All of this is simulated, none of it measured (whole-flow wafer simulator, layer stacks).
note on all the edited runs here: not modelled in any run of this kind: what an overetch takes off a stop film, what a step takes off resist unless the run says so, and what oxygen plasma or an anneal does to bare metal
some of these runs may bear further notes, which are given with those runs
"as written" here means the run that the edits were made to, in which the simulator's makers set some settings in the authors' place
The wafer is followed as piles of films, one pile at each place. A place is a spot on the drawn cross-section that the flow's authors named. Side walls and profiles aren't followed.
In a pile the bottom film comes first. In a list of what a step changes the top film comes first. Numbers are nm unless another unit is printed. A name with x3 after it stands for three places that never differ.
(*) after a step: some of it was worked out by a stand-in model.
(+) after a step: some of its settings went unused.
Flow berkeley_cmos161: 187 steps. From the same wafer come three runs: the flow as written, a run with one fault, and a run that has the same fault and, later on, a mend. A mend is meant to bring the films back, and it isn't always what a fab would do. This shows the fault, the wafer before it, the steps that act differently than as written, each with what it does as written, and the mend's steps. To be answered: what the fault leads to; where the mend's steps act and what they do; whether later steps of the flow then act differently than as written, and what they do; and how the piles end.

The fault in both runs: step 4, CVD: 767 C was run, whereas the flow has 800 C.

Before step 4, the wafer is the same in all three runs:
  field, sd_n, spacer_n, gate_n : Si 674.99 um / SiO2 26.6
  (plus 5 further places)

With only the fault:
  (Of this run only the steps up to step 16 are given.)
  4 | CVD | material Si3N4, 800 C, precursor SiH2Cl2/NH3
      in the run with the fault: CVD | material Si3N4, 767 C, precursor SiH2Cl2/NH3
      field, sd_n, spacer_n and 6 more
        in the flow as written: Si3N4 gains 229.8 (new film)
        in the run with the fault: Si3N4 gains 152.7 (new film)
  Later steps of the flow acting differently than as written (1 other step is not shown; it differs only slightly, by no more than 2% or 0.5 nm, whichever is larger):
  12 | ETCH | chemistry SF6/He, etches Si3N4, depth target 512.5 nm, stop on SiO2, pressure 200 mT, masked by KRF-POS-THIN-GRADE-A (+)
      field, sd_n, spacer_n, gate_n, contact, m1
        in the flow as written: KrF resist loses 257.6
        in the run with the fault: KrF resist loses 173.8
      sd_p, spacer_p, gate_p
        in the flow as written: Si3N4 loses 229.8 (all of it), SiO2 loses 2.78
        in the run with the fault: Si3N4 loses 152.7 (all of it), SiO2 loses 2.78
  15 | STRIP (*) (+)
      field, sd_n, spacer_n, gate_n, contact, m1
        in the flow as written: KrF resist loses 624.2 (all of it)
        in the run with the fault: KrF resist loses 708 (all of it)
  The piles after step 16 differ from the flow's at field, sd_n, spacer_n, gate_n, contact, m1 by more than 2% or 0.5 nm, whichever is larger.
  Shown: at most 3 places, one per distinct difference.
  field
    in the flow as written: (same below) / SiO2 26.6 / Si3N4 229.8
    in the run with the fault: (same below) / SiO2 26.6 / Si3N4 152.7

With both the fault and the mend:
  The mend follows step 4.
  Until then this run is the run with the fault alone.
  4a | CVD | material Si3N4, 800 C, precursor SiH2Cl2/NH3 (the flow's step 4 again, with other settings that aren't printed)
      field, sd_n, spacer_n and 6 more
        Si3N4 gains 77.1
  Later steps of the flow that are run all act as written at every place that is followed.
  By the end, the piles equal the flow's at every place that both follow.
